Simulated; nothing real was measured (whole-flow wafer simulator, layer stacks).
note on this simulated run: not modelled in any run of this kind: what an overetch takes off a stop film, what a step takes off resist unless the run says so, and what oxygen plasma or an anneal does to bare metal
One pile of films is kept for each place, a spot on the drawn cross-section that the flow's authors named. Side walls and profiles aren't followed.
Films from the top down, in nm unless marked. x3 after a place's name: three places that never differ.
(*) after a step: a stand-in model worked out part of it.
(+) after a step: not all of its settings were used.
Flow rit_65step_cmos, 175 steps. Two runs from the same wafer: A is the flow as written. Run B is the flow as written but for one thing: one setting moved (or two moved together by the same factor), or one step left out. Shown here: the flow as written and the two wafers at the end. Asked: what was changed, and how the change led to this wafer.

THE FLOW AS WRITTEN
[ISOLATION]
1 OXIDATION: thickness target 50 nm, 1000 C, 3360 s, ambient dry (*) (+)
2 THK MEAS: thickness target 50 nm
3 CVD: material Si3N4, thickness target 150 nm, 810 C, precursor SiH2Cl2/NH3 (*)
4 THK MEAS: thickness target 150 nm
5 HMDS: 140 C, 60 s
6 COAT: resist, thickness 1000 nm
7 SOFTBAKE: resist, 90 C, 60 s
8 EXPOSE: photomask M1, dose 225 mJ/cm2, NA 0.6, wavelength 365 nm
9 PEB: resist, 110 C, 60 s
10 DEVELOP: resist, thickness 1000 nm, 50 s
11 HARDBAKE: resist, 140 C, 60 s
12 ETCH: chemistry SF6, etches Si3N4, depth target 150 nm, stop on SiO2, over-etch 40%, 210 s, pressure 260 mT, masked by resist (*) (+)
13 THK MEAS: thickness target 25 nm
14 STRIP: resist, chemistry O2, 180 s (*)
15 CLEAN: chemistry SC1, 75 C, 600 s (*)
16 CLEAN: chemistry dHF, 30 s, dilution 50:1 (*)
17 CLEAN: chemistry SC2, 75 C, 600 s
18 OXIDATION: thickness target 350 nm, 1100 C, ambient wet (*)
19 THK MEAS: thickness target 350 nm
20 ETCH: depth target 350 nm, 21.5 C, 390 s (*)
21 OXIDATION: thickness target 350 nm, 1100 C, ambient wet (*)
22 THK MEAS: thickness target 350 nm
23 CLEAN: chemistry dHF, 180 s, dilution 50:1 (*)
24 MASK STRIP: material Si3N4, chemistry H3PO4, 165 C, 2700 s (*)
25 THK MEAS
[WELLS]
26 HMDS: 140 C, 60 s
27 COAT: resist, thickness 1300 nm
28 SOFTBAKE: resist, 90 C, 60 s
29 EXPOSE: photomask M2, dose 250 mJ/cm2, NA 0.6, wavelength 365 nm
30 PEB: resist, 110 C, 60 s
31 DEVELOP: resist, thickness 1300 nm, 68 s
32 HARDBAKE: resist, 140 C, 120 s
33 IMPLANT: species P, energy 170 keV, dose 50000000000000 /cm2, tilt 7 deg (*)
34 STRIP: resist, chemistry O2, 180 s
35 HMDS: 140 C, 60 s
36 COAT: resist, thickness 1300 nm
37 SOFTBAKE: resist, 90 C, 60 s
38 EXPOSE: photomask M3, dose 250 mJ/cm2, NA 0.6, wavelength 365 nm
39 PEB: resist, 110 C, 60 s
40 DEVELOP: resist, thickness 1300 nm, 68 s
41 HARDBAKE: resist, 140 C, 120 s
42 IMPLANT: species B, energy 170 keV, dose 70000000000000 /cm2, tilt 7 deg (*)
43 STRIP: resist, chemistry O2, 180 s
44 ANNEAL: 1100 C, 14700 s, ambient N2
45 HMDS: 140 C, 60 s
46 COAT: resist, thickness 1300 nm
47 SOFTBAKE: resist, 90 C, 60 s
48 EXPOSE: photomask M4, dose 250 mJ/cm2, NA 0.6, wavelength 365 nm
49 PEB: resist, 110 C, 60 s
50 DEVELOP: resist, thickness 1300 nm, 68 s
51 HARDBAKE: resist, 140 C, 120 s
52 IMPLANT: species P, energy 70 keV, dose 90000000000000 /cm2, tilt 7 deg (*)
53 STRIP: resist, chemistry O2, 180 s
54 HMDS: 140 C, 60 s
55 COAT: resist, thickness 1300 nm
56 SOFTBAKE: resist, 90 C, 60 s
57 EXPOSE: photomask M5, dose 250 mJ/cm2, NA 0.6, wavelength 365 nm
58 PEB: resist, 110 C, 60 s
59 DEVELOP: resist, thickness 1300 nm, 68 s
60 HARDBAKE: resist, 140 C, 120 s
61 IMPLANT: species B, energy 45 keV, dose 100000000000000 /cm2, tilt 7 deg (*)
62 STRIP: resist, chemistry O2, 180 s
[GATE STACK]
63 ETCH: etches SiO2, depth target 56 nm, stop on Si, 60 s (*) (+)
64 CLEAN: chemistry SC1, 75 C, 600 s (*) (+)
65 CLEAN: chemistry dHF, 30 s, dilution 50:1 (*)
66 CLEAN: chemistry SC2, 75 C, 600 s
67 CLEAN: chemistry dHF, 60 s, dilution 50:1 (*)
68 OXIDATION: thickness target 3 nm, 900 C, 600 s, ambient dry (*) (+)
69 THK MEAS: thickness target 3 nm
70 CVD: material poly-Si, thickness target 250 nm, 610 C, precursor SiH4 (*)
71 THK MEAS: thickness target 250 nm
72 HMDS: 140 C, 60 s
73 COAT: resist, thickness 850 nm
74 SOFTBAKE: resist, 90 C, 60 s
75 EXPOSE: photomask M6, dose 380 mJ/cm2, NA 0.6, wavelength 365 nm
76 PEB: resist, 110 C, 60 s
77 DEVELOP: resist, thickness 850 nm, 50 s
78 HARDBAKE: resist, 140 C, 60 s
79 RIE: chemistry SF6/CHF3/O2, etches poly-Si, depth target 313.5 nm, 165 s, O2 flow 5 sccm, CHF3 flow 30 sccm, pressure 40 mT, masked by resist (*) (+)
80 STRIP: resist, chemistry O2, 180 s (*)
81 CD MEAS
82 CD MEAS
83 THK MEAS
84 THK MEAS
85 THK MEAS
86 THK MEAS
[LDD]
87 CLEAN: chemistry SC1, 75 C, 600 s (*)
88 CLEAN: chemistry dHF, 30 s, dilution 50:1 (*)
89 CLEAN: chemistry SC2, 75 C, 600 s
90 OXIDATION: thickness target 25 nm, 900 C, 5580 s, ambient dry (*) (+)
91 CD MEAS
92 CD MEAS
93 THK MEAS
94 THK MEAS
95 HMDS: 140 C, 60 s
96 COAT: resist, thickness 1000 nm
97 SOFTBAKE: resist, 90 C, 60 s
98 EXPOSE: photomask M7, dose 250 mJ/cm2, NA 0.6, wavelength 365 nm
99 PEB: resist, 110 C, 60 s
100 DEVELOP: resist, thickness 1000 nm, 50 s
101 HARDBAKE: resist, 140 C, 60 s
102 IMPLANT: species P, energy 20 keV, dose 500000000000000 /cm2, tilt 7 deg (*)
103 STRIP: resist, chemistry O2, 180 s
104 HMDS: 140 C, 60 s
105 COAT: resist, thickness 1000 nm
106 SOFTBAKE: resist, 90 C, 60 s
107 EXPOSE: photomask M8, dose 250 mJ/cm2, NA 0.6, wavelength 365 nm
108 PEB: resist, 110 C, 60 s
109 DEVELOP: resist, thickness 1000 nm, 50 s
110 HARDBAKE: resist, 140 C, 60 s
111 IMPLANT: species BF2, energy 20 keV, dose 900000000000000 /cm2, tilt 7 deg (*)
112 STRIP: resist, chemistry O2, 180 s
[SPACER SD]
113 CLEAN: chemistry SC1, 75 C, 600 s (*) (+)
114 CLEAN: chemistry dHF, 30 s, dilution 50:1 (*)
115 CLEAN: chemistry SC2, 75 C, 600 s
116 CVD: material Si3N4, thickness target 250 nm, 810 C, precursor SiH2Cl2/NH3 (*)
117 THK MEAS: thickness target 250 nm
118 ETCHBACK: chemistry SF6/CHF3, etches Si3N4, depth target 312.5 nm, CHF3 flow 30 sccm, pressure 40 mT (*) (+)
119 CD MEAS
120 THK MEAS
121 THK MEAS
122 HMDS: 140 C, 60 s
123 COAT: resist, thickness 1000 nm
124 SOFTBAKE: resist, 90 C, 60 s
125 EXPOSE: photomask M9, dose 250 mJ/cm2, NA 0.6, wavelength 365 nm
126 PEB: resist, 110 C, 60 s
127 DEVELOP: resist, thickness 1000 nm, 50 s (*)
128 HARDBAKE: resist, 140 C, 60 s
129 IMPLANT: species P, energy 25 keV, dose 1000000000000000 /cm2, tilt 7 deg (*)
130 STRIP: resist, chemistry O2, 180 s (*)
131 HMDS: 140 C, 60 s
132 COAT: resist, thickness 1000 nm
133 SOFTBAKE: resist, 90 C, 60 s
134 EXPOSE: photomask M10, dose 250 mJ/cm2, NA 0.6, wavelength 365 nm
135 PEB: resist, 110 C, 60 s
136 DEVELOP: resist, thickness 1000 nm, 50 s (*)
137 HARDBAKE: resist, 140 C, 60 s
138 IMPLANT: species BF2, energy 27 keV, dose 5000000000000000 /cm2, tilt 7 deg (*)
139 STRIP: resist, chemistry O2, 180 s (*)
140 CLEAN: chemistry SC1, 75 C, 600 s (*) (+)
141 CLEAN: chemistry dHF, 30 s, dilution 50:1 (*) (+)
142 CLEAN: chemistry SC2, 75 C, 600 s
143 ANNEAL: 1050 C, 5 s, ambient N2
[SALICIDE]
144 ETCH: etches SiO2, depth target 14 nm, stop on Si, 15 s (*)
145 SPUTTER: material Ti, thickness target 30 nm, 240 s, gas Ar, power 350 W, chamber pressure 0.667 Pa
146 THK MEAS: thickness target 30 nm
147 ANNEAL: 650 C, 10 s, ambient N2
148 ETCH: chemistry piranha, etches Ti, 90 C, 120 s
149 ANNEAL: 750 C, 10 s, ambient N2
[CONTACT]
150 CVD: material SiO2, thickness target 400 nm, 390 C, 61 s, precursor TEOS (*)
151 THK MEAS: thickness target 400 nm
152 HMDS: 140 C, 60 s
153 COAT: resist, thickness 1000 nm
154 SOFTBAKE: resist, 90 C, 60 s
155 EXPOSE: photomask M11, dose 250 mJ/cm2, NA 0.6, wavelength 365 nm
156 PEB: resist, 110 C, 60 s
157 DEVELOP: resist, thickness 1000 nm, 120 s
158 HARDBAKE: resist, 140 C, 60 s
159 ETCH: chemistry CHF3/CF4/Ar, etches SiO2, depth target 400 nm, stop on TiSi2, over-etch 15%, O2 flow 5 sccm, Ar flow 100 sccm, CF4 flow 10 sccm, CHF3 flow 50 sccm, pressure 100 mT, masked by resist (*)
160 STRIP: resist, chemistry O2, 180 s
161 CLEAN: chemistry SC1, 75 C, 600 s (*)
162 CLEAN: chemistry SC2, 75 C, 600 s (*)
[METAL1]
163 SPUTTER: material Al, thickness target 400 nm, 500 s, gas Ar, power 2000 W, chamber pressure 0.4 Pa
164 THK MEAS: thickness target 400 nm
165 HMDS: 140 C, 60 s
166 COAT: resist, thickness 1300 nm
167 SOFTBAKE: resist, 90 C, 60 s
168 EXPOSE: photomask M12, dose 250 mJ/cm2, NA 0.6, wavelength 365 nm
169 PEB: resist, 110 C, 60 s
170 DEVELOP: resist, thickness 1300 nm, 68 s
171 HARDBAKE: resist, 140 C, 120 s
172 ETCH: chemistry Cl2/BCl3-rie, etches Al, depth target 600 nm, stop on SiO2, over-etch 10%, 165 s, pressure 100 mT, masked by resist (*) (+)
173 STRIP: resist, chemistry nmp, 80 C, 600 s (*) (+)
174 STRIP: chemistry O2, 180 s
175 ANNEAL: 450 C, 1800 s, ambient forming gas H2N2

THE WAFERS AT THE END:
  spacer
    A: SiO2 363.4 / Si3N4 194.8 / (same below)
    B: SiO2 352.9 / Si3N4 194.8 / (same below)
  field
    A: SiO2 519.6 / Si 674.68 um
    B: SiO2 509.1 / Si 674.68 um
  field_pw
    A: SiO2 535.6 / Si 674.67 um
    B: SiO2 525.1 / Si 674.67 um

The cause: step 163, SPUTTER: thickness target 316 nm was run, where the flow has thickness target 400 nm.

How the change led to this, step by step:
  163 SPUTTER: material Al, thickness target 400 nm, 500 s, gas Ar, power 2000 W, chamber pressure 0.4 Pa
      field, field_p, spacer, spacer_p: A Al +400 (new film) | B Al +316 (new film)
      gate_n, gate_p: A Al +396 (new film) | B Al +316 (new film)
      (and at 2 more places)
  172 ETCH: chemistry Cl2/BCl3-rie, etches Al, depth target 600 nm, stop on SiO2, over-etch 10%, 165 s, pressure 100 mT, masked by resist (*) (+)
      field, field_p, spacer, spacer_p: A Al -400 (all of it), SiO2 -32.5 | B Al -316 (all of it), SiO2 -43
      gate_n, gate_p: A Al -396 (all of it), SiO2 -33 | B Al -316 (all of it), SiO2 -43
      (and at 2 more places)
